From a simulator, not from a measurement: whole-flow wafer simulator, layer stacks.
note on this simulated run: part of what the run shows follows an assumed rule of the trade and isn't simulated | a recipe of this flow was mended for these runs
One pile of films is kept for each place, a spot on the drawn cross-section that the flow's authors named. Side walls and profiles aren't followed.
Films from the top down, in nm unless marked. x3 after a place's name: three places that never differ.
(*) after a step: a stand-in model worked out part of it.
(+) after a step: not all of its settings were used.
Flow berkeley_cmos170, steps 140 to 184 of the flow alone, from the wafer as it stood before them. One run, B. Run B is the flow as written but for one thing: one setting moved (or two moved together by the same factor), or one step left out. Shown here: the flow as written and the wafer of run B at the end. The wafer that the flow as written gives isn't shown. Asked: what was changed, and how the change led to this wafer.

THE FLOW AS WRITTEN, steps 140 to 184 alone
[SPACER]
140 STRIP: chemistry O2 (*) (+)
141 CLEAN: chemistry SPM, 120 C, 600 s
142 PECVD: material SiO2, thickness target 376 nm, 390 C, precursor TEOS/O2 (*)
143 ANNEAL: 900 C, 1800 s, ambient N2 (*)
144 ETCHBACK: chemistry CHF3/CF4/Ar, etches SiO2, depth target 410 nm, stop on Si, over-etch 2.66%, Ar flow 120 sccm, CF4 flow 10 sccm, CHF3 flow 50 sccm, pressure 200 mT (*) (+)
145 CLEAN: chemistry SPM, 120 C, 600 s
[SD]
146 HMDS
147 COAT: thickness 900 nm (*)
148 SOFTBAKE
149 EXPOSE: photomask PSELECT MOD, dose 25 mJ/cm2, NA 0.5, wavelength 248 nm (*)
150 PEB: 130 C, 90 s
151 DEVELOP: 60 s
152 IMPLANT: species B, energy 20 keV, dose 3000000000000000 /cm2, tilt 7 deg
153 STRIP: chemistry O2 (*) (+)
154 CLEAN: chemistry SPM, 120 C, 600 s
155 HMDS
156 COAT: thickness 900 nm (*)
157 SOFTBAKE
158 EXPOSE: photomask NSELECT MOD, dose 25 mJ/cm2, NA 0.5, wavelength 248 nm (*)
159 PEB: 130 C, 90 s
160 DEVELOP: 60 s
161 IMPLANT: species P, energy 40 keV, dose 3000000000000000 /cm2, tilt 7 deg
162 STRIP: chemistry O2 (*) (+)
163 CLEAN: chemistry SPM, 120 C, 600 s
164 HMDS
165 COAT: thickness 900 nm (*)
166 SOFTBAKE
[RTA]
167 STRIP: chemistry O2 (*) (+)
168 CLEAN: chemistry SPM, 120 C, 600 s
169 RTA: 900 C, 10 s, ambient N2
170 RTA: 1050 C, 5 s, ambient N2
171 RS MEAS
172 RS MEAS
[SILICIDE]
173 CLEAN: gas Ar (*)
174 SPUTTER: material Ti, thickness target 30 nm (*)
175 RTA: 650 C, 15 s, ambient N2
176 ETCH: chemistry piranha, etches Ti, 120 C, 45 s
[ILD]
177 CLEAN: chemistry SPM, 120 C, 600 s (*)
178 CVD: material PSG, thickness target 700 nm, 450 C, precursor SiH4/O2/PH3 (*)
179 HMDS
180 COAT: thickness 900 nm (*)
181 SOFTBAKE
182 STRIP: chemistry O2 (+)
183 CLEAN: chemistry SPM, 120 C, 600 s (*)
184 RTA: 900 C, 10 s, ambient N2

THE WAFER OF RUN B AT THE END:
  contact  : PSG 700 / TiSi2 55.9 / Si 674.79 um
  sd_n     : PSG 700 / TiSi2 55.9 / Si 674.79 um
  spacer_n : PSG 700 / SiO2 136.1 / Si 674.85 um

The cause: step 142, PECVD: thickness target 334 nm was run, where the flow has thickness target 376 nm.

How the change led to this, step by step:
  142 PECVD: material SiO2, thickness target 376 nm, 390 C, precursor TEOS/O2 (*)
      field, mark, sd_n and 8 more: SiO2 +334 (as written it would be: SiO2 +376)
      gate_n, gate_p: SiO2 +334 (new film) (as written it would be: SiO2 +376 (new film))
  143 ANNEAL: 900 C, 1800 s, ambient N2 (*)
      field, mark, sd_n and 10 more: SiO2 -15 (as written it would be: SiO2 -16.9)
  144 ETCHBACK: chemistry CHF3/CF4/Ar, etches SiO2, depth target 410 nm, stop on Si, over-etch 2.66%, Ar flow 120 sccm, CF4 flow 10 sccm, CHF3 flow 50 sccm, pressure 200 mT (*) (+)
      mark, sd_n, sd_p, contact, m1, via1, m2, via2: SiO2 -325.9 (all of it), Si -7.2 (as written it would be: SiO2 -366 (all of it), Si -3.55)
      gate_n, gate_p: SiO2 -319 (all of it), chemical SiO2 -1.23 (all of it), poly-Si -7.2 (as written it would be: SiO2 -359.1 (all of it), chemical SiO2 -1.23 (all of it), poly-Si -3.55)
  147 COAT: thickness 900 nm (*)
      sd_n: KrF-resist +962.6 (new film) (as written it would be: KrF-resist +982.3 (new film))
      spacer_n: KrF-resist +838.6 (new film) (as written it would be: KrF-resist +821 (new film))
      (and at 3 more places)
  151 DEVELOP: 60 s
      spacer_p: KrF-resist -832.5 (all of it) (as written it would be: KrF-resist -813.2 (all of it))
      gate_p: KrF-resist -763 (all of it) (as written it would be: KrF-resist -780.1 (all of it))
  153 STRIP: chemistry O2 (*) (+)
      sd_n: KrF-resist -945.5 (all of it), chemical SiO2 +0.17, Si -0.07 (as written it would be: KrF-resist -965.2 (all of it), chemical SiO2 +0.17, Si -0.07)
      spacer_n: KrF-resist -821.8 (all of it) (as written it would be: KrF-resist -804.3 (all of it))
      (and at 1 more place)
  156 COAT: thickness 900 nm (*)
      sd_n: KrF-resist +962.6 (new film) (as written it would be: KrF-resist +982.3 (new film))
      spacer_n: KrF-resist +838.6 (new film) (as written it would be: KrF-resist +821.1 (new film))
      (and at 3 more places)
  160 DEVELOP: 60 s
      sd_n: KrF-resist -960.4 (all of it) (as written it would be: KrF-resist -980.1 (all of it))
      spacer_n: KrF-resist -836.8 (all of it) (as written it would be: KrF-resist -819.3 (all of it))
      (and at 1 more place)
  162 STRIP: chemistry O2 (*) (+)
      spacer_p: KrF-resist -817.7 (all of it) (as written it would be: KrF-resist -798.3 (all of it))
      gate_p: KrF-resist -747.9 (all of it), chemical SiO2 +0.07 (as written it would be: KrF-resist -765.1 (all of it), chemical SiO2 +0.07)
  165 COAT: thickness 900 nm (*)
      sd_n: KrF-resist +962.5 (new film) (as written it would be: KrF-resist +982.2 (new film))
      spacer_n: KrF-resist +838.7 (new film) (as written it would be: KrF-resist +821.1 (new film))
      (and at 3 more places)
  167 STRIP: chemistry O2 (*) (+)
      gate_n: KrF-resist -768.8 (all of it), chemical SiO2 +0.06 (as written it would be: KrF-resist -787.9 (all of it), chemical SiO2 +0.06, poly-Si -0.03)
      gate_p: KrF-resist -764.5 (all of it), chemical SiO2 +0.06 (as written it would be: KrF-resist -781.7 (all of it), chemical SiO2 +0.06, poly-Si -0.03)
      (and at 3 more places)
  180 COAT: thickness 900 nm (*)
      spacer_n: KrF-resist +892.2 (new film) (as written it would be: KrF-resist +873 (new film))
      gate_n: KrF-resist +815.4 (new film) (as written it would be: KrF-resist +832.2 (new film))
      (and at 2 more places)
  182 STRIP: chemistry O2 (+)
      spacer_n: KrF-resist -892.2 (all of it) (as written it would be: KrF-resist -873 (all of it))
      gate_n: KrF-resist -815.4 (all of it) (as written it would be: KrF-resist -832.2 (all of it))
      (and at 2 more places)
